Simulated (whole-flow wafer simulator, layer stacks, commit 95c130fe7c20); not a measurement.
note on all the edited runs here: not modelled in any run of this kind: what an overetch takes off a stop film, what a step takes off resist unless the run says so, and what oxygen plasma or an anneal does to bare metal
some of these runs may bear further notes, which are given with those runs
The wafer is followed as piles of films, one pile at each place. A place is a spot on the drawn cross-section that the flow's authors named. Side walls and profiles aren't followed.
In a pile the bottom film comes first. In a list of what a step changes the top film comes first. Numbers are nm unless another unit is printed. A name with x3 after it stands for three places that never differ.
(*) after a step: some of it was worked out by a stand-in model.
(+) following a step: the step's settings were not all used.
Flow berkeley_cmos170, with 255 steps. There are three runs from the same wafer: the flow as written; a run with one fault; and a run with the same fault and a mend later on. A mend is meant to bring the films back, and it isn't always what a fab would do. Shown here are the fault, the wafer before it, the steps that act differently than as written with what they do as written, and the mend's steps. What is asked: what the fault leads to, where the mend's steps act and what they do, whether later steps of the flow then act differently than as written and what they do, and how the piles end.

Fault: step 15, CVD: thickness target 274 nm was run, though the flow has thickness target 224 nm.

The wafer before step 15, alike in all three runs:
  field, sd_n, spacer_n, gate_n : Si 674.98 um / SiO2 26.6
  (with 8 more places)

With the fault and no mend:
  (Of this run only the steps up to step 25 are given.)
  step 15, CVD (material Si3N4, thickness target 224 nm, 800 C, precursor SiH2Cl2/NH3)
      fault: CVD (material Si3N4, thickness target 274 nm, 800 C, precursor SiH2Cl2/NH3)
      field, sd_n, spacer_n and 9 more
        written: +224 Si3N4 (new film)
        fault: +274 Si3N4 (new film)
  Steps further on in the flow that do not act as written:
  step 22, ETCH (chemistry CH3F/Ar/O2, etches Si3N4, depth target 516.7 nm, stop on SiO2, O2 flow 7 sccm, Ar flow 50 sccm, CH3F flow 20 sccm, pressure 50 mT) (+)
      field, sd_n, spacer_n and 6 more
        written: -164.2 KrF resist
        fault: -197.6 KrF resist
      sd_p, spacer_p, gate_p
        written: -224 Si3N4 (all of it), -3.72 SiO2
        fault: -274 Si3N4 (all of it), -3.72 SiO2
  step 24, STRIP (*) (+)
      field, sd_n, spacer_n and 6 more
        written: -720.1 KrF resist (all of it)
        fault: -686.8 KrF resist (all of it)
  The piles after step 25 differ from the flow's at field, sd_n, spacer_n and 6 more by more than 2% or 0.5 nm, whichever is larger.
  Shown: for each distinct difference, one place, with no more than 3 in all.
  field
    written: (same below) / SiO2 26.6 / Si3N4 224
    fault: (same below) / SiO2 26.6 / Si3N4 274

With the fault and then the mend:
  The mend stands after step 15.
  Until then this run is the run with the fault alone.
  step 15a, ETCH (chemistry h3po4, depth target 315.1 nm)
      field, sd_n, spacer_n and 9 more
        -274 Si3N4 (all of it)
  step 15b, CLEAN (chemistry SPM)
      leaves every film unchanged at each place that is followed
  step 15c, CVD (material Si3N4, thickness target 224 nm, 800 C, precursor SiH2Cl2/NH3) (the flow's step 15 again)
      field, sd_n, spacer_n and 9 more
        +224 Si3N4 (new film)
  None of the later steps of the flow acts differently than as written at any place that is followed.
  The piles end the same as the flow's at every place that both follow.
